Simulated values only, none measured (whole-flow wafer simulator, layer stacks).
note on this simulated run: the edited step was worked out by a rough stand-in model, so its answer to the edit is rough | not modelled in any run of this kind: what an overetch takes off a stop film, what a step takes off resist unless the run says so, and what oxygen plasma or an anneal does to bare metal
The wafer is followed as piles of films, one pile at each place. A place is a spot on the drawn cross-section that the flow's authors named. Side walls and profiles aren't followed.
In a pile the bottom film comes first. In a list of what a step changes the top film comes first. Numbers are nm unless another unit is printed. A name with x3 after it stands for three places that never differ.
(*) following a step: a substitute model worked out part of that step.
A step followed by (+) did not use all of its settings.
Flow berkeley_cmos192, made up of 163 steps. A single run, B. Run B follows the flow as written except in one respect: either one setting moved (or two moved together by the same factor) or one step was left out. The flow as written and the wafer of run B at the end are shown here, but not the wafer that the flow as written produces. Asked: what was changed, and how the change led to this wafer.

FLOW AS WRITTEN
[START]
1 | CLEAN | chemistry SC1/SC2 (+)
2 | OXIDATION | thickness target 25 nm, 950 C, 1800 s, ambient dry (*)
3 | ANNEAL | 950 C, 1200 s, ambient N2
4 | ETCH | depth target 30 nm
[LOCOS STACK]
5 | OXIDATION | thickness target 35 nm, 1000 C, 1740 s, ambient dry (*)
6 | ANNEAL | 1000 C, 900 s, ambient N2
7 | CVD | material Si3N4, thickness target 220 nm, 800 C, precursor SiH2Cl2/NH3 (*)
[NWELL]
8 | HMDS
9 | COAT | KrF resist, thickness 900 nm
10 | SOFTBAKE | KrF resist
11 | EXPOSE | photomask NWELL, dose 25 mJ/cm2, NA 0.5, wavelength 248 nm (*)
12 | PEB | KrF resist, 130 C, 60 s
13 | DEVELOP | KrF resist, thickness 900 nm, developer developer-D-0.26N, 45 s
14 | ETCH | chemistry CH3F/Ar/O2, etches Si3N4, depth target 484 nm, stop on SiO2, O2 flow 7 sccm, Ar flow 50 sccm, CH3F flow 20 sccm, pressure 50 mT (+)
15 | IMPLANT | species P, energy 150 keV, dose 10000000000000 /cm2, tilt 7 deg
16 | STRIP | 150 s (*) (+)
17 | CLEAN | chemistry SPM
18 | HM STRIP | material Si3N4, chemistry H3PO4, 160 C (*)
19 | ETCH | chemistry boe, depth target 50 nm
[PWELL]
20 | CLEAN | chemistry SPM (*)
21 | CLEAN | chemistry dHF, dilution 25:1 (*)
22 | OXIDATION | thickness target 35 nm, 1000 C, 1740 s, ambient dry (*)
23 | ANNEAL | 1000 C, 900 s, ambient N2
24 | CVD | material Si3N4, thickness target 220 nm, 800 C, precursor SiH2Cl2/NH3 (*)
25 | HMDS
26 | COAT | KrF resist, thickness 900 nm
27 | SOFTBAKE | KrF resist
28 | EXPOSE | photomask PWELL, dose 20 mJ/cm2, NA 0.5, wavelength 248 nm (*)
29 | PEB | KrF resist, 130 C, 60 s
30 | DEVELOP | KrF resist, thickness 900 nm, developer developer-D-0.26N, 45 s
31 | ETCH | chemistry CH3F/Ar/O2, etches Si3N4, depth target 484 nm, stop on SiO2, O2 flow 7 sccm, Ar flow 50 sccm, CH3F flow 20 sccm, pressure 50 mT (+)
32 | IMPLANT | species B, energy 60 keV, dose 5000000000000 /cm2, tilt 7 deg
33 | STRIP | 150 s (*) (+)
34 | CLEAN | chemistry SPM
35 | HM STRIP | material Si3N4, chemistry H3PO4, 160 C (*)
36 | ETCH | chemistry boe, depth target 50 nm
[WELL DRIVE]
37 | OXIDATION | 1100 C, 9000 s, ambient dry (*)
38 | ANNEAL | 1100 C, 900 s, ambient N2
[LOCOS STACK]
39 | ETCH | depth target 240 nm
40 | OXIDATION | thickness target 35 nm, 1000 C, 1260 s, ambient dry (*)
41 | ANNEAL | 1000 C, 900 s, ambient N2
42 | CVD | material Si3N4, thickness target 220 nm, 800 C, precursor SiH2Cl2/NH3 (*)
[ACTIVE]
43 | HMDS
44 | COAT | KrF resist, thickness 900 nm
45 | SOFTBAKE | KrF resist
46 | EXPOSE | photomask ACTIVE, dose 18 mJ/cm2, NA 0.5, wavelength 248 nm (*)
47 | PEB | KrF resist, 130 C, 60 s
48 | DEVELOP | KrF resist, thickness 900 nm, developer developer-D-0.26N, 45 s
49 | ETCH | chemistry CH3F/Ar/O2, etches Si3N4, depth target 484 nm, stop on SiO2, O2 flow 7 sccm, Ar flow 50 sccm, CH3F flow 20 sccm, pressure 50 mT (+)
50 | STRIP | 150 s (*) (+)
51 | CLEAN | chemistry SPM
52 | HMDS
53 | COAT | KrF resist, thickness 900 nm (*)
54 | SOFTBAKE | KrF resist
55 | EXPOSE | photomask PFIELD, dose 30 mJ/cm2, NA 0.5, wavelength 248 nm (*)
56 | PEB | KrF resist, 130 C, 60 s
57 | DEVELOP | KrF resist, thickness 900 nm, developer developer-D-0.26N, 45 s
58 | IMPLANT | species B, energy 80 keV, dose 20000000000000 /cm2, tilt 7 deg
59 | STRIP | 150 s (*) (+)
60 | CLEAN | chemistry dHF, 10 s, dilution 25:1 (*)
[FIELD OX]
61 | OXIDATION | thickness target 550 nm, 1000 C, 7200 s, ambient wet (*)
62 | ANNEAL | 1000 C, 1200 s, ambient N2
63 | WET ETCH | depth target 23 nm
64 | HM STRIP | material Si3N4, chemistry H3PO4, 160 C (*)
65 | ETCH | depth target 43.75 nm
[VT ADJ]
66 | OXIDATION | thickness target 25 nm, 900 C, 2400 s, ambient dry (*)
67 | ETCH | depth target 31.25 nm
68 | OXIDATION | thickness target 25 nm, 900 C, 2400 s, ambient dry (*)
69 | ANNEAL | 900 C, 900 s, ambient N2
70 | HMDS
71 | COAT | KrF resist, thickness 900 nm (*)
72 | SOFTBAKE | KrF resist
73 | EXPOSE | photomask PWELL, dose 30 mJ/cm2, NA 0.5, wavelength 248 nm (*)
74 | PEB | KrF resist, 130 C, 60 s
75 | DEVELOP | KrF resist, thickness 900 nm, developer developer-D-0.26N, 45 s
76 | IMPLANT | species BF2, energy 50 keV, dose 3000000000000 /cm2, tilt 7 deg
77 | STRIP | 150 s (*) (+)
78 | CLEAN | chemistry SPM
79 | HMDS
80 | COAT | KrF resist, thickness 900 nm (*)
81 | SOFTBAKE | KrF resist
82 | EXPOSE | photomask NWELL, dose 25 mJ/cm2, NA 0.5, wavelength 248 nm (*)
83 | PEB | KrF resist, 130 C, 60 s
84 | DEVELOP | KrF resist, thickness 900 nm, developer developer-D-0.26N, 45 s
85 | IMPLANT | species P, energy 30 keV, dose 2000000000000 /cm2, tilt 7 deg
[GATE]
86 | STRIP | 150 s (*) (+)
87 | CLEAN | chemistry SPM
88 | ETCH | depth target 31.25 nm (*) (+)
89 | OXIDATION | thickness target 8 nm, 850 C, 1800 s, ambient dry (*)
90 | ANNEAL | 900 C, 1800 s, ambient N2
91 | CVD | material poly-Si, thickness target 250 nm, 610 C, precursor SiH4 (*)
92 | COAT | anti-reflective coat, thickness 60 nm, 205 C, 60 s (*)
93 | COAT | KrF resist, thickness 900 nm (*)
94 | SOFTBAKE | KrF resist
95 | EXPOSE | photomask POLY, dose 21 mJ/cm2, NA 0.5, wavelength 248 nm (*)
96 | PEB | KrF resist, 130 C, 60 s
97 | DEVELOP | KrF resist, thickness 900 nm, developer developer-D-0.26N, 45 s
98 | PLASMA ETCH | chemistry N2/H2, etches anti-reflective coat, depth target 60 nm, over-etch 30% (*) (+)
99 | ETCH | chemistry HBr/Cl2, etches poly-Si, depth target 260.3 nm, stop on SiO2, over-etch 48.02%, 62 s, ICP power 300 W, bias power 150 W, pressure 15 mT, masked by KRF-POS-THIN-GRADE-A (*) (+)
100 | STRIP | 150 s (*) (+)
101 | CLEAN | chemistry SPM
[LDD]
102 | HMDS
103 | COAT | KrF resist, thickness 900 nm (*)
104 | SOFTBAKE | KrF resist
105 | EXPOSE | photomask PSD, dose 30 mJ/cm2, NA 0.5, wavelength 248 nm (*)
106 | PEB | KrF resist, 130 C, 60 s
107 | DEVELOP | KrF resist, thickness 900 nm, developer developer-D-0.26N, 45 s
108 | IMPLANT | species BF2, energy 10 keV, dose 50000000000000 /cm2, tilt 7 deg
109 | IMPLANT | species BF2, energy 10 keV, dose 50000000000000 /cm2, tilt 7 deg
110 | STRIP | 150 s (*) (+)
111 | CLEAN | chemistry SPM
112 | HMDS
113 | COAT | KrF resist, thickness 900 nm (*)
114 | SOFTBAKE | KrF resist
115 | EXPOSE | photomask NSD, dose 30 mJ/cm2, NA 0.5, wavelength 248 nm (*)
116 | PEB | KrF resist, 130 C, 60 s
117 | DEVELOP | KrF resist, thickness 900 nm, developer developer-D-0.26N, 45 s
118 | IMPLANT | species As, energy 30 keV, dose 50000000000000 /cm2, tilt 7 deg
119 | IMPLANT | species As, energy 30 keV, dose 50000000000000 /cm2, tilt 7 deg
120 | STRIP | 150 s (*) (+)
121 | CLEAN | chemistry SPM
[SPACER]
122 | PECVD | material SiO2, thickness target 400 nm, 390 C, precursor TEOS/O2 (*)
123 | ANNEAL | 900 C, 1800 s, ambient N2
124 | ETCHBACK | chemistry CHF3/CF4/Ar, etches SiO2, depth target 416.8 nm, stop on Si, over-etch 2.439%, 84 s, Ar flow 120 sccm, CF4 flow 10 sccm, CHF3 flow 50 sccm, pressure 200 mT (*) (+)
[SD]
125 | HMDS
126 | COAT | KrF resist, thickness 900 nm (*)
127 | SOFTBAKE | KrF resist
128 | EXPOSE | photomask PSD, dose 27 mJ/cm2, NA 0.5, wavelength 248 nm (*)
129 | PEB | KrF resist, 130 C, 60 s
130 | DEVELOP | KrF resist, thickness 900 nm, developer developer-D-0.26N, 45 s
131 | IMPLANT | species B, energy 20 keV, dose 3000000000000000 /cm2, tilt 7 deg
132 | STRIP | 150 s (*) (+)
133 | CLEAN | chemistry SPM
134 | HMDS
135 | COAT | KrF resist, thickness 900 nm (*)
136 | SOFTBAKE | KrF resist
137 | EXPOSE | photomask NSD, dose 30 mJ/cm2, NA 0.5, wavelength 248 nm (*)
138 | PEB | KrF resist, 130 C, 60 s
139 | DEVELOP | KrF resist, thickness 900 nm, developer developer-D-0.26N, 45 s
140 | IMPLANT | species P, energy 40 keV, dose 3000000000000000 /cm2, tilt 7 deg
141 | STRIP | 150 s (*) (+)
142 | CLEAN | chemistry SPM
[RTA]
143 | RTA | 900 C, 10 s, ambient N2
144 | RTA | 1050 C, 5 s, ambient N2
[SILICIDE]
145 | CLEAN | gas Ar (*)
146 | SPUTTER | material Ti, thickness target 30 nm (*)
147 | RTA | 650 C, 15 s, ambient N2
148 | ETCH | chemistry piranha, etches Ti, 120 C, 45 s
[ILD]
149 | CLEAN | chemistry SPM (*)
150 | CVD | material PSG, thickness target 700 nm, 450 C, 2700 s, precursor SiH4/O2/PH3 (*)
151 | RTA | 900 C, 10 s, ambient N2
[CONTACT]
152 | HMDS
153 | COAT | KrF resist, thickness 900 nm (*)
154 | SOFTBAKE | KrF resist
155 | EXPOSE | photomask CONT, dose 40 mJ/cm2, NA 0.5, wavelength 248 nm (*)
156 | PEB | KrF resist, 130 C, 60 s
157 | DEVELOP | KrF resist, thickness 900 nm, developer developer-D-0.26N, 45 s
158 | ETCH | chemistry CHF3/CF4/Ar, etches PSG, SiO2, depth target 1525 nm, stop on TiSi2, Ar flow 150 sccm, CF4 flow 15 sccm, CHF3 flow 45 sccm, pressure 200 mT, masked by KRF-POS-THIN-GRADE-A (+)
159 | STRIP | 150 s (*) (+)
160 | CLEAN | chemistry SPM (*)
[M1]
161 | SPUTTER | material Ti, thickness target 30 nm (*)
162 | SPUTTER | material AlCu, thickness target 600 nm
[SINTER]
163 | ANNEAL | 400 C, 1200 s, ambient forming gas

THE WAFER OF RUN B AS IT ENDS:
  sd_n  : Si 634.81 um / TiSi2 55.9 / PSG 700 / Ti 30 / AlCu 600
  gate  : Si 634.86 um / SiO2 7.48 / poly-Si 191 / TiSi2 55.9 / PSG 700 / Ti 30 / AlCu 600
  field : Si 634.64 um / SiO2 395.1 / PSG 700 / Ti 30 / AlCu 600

The reason: step 37, OXIDATION: 6300 s was run, though the flow has 9000 s.

The path from the change to this, step by step:
  37 | OXIDATION | 1100 C, 9000 s, ambient dry (*)
      field, sd_n, spacer_n and 6 more: +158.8 SiO2 (new film), -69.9 Si (as written it would have been: +197.6 SiO2 (new film), -86.9 Si)
  39 | ETCH | depth target 240 nm
      field, sd_n, spacer_n and 6 more: -158.8 SiO2 (all of it) (as written it would have been: -197.6 SiO2 (all of it))
